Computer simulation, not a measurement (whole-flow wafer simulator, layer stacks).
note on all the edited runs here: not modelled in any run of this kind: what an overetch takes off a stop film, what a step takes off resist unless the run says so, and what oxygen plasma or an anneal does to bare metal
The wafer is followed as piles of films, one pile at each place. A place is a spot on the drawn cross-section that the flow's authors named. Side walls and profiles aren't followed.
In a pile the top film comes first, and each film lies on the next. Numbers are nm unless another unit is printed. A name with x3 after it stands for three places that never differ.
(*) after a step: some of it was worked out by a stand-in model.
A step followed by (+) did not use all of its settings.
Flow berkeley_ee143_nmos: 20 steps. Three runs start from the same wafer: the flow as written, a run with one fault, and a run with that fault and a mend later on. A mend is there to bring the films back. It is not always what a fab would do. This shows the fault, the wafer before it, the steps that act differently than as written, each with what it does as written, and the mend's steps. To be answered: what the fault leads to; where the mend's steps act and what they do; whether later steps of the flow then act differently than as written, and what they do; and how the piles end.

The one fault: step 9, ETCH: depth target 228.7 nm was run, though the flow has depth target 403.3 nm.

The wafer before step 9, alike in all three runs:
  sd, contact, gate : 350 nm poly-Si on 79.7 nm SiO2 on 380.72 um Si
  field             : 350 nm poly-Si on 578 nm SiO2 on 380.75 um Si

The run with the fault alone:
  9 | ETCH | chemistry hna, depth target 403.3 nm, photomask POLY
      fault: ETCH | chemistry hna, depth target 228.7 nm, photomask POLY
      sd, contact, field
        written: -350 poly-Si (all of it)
        fault: -228.7 poly-Si
  Steps further on in the flow that do not act as written:
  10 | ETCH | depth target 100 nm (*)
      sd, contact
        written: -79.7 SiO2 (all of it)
        fault: nothing
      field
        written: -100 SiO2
        fault: nothing
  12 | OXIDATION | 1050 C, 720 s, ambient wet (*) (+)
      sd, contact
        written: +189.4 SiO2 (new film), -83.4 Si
        fault: +217.6 SiO2 (new film), -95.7 poly-Si
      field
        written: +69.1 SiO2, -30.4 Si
        fault: +217.6 SiO2 (new film), -95.7 poly-Si
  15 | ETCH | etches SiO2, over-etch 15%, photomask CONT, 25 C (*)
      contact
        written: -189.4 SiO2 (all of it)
        fault: -217.6 SiO2 (all of it)
  At sd, contact, field, the piles at the end differ from the flow's by more than 2% or 0.5 nm, whichever is larger.
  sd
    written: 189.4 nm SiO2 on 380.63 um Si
    fault: 217.6 nm SiO2 on 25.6 nm poly-Si on 79.7 nm SiO2 on 380.72 um Si
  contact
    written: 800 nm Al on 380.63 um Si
    fault: 800 nm Al on 25.6 nm poly-Si on 79.7 nm SiO2 on 380.72 um Si
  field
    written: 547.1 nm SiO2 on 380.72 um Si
    fault: 217.6 nm SiO2 on 25.6 nm poly-Si on 578 nm SiO2 on 380.75 um Si

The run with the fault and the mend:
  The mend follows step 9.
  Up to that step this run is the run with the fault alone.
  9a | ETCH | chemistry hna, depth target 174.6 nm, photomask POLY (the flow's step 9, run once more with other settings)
      sd, contact, field
        -121.3 poly-Si (all of it)
  Later steps of the flow that are run all act as written at every place that is followed.
  At every place that both follow, the piles at the end match the flow's.
